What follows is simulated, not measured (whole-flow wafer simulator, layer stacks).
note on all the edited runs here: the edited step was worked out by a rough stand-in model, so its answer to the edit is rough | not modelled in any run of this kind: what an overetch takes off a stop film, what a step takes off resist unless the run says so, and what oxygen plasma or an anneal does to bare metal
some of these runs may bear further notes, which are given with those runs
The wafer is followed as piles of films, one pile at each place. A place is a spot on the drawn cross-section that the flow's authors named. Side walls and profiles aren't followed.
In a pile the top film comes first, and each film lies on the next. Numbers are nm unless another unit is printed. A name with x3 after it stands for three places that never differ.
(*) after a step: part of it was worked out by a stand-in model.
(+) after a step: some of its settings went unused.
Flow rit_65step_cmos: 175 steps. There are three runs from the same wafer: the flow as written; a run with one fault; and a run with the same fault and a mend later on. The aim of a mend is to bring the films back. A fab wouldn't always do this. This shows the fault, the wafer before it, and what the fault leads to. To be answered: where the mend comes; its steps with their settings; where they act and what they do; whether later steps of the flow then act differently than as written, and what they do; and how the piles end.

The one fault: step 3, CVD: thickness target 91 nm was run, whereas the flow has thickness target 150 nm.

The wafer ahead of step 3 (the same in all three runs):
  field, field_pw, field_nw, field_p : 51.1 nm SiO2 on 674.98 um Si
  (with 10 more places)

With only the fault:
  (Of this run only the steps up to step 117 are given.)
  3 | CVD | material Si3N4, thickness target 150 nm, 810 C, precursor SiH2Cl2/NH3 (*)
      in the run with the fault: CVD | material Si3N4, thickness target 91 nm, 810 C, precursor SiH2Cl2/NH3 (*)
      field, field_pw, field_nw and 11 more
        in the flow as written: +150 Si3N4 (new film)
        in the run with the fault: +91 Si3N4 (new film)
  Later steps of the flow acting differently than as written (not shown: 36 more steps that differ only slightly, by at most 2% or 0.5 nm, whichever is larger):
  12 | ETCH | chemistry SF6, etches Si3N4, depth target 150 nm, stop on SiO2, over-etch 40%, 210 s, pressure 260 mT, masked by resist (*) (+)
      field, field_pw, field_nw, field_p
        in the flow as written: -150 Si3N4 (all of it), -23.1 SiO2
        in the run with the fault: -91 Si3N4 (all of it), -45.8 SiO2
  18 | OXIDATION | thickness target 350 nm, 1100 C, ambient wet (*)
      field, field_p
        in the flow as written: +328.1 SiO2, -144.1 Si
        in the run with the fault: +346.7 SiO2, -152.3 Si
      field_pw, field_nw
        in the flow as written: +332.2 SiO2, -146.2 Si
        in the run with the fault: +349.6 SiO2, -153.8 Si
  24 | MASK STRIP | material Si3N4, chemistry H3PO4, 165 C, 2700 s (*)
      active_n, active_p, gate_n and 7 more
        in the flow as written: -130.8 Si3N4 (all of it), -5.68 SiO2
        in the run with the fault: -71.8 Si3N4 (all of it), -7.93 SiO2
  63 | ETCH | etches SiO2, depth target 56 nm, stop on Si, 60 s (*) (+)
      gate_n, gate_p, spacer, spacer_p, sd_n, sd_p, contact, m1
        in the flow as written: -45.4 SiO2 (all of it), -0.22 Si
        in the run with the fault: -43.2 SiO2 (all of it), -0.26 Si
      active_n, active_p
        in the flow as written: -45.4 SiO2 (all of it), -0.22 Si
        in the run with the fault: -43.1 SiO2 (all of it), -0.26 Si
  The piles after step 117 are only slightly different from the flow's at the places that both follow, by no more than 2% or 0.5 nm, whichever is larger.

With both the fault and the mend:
  The mend stands after step 4.
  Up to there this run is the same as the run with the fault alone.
  4a | ETCH | chemistry h3po4, depth target 104.7 nm
      field, field_pw, field_nw and 11 more
        -91 Si3N4 (all of it)
  4b | CLEAN | chemistry SC2, 75 C, 600 s
      leaves every film unchanged at each place that is followed
  4c | CVD | material Si3N4, thickness target 150 nm, 810 C, precursor SiH2Cl2/NH3 (*) (the flow's step 3, run once more)
      field, field_pw, field_nw and 11 more
        +150 Si3N4 (new film)
  None of the later steps of the flow acts differently than as written at any place that is followed.
  The piles end the same as the flow's at every place that both follow.
